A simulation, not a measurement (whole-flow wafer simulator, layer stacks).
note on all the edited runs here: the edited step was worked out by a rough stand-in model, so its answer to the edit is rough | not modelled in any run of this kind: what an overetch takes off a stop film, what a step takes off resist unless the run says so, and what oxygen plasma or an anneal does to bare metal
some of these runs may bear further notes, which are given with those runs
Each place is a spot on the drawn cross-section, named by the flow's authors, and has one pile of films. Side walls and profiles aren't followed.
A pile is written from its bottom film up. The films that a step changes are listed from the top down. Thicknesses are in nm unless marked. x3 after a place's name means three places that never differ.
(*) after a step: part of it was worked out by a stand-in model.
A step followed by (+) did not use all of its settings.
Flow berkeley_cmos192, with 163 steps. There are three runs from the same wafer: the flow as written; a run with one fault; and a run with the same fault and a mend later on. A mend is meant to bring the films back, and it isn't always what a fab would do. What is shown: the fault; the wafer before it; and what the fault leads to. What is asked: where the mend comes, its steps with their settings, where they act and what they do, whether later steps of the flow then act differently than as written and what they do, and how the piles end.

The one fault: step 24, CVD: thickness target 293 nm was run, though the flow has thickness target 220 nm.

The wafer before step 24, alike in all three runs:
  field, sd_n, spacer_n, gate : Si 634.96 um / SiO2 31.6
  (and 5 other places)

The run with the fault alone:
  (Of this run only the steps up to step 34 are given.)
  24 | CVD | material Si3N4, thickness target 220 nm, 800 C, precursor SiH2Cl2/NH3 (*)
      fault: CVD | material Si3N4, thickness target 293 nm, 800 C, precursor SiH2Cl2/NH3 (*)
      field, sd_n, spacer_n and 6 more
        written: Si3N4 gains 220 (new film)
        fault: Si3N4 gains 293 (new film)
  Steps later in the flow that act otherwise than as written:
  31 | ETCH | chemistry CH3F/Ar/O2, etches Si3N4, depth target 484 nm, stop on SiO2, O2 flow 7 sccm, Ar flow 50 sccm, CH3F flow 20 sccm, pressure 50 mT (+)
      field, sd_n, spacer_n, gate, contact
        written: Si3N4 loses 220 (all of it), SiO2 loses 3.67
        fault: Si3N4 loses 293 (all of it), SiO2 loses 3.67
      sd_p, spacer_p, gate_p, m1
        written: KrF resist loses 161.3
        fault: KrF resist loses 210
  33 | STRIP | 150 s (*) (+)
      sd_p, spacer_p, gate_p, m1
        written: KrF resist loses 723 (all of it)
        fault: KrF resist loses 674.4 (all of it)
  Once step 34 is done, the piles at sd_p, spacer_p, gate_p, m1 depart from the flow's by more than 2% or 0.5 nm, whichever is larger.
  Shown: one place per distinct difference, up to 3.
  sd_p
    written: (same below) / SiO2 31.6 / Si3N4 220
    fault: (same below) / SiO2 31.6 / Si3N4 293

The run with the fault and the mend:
  After step 24 comes the mend.
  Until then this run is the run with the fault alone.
  24a | ETCH | chemistry h3po4, depth target 73 nm
      field, sd_n, spacer_n and 6 more
        Si3N4 loses 73
  None of the later steps of the flow acts differently than as written at any place that is followed.
  At every place that both follow, the piles at the end match the flow's.
